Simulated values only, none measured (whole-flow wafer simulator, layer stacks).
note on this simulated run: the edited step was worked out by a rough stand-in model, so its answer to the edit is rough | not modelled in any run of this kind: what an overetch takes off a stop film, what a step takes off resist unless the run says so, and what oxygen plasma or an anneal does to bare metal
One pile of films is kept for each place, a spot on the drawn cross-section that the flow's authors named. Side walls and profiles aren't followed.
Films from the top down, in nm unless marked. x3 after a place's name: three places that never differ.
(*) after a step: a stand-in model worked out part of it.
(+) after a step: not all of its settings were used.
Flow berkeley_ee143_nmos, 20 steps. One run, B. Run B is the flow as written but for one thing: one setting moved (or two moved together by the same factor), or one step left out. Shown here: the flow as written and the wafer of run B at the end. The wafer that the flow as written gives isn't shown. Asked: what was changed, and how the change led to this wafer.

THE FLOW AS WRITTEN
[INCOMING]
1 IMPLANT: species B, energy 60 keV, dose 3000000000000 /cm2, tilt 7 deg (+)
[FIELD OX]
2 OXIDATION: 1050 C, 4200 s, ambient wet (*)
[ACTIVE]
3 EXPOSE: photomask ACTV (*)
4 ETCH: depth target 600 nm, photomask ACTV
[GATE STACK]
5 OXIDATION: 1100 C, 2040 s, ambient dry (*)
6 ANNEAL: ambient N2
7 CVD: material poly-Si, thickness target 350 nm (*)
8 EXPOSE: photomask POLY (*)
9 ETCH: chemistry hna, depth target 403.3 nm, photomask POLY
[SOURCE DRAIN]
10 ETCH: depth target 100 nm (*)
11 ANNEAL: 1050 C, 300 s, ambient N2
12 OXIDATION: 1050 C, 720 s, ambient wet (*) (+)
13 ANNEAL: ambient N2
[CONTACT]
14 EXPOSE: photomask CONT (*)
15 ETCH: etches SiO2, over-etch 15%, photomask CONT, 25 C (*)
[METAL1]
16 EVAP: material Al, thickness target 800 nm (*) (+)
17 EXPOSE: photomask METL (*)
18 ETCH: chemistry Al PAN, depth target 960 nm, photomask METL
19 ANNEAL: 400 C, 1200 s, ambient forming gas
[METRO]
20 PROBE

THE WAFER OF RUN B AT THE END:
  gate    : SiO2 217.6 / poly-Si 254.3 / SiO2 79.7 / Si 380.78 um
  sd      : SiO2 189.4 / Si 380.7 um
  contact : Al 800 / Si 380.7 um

The cause: step 2, OXIDATION: 2520 s was run, where the flow has 4200 s.

How the change led to this, step by step:
  2 OXIDATION: 1050 C, 4200 s, ambient wet (*)
      gate, sd, contact, field: SiO2 +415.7 (new film), chemical SiO2 -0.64 (all of it), Si -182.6 (as written it would be: SiO2 +566.4 (new film), chemical SiO2 -0.64 (all of it), Si -248.9)
  4 ETCH: depth target 600 nm, photomask ACTV
      gate, sd, contact: SiO2 -415.7 (all of it) (as written it would be: SiO2 -566.4 (all of it))
  5 OXIDATION: 1100 C, 2040 s, ambient dry (*)
      field: SiO2 +15, Si -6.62 (as written it would be: SiO2 +11.6, Si -5.1)
  12 OXIDATION: 1050 C, 720 s, ambient wet (*) (+)
      field: SiO2 +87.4, Si -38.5 (as written it would be: SiO2 +69.1, Si -30.4)
